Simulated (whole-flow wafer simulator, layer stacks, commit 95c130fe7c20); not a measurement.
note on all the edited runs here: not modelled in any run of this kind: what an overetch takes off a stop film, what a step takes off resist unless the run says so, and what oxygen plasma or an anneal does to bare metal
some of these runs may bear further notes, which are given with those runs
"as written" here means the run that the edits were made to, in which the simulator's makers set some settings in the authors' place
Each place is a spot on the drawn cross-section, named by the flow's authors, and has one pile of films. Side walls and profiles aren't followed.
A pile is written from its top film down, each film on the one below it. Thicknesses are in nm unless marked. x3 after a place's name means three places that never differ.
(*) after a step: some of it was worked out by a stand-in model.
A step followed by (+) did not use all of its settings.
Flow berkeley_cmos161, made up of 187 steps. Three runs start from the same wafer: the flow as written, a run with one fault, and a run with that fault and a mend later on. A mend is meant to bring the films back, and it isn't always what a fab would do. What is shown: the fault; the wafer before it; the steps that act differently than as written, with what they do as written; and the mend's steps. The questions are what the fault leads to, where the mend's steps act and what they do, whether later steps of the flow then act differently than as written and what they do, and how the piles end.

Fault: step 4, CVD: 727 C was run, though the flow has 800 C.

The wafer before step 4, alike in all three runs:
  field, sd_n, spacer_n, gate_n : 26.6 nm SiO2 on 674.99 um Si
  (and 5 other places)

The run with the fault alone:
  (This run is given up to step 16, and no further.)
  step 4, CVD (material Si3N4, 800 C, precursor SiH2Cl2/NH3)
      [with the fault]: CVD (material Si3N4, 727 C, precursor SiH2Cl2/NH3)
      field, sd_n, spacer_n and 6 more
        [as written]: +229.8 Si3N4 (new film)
        [with the fault]: +78.9 Si3N4 (new film)
  Steps further on in the flow that do not act as written (1 other step is not shown; it differs only slightly, by no more than 2% or 0.5 nm, whichever is larger):
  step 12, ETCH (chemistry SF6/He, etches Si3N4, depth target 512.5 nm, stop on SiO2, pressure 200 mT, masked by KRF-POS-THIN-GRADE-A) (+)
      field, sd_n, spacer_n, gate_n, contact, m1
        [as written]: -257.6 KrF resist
        [with the fault]: -93.6 KrF resist
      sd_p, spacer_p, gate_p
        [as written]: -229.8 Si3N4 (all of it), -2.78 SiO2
        [with the fault]: -78.9 Si3N4 (all of it), -2.78 SiO2
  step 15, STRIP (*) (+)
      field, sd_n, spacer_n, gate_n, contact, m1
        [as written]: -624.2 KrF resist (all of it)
        [with the fault]: -788 KrF resist (all of it)
  After step 16, at field, sd_n, spacer_n, gate_n, contact, m1, the piles differ from the flow's by more than 2% or 0.5 nm, whichever is larger.
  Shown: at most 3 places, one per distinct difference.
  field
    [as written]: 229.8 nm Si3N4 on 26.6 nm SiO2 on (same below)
    [with the fault]: 78.9 nm Si3N4 on 26.6 nm SiO2 on (same below)

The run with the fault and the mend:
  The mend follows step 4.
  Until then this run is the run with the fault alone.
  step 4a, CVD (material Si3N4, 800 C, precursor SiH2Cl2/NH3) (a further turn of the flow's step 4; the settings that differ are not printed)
      field, sd_n, spacer_n and 6 more
        +150.9 Si3N4
  None of the later steps of the flow acts differently than as written at any place that is followed.
  At every place that both follow, the piles at the end match the flow's.
